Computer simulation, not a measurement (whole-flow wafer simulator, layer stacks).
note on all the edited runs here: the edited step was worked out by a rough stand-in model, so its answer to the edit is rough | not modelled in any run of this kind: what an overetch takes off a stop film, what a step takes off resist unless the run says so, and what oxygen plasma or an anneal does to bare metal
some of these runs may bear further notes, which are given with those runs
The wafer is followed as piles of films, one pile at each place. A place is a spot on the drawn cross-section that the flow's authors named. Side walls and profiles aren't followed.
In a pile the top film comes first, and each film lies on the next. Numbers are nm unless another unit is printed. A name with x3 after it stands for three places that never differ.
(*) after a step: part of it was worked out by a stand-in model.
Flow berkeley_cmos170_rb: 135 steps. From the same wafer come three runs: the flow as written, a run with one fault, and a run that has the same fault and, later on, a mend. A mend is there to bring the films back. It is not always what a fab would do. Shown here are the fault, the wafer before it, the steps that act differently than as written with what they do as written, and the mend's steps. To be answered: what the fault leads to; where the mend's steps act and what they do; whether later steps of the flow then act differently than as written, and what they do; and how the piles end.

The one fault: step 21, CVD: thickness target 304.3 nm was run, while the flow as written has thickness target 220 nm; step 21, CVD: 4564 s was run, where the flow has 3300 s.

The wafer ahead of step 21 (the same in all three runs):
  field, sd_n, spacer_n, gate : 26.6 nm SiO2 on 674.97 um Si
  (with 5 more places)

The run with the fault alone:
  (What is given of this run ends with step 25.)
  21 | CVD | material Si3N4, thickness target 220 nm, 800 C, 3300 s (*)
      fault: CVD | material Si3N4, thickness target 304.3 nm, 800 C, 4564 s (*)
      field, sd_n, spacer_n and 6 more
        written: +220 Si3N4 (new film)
        fault: +304.3 Si3N4 (new film)
  Later steps of the flow up to step 25 that are run all act as written at every place that is followed.
  The piles after step 25 differ from the flow's at field, sd_n, spacer_n and 6 more by more than 2% or 0.5 nm, whichever is larger.
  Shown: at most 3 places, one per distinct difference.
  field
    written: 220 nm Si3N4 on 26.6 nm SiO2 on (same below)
    fault: 304.3 nm Si3N4 on 26.6 nm SiO2 on (same below)
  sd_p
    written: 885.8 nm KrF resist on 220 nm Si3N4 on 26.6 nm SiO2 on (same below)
    fault: 885.8 nm KrF resist on 304.3 nm Si3N4 on 26.6 nm SiO2 on (same below)

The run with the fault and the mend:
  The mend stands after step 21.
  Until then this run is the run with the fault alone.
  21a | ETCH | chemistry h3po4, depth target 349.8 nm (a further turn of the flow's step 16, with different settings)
      field, sd_n, spacer_n and 6 more
        -304.3 Si3N4 (all of it)
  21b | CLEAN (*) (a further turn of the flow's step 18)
      does not change any film at any place that is followed
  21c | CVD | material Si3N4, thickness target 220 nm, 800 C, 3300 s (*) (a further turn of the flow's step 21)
      field, sd_n, spacer_n and 6 more
        +220 Si3N4 (new film)
  Later steps of the flow that are run all act as written at every place that is followed.
  By the end, the piles equal the flow's at every place that both follow.
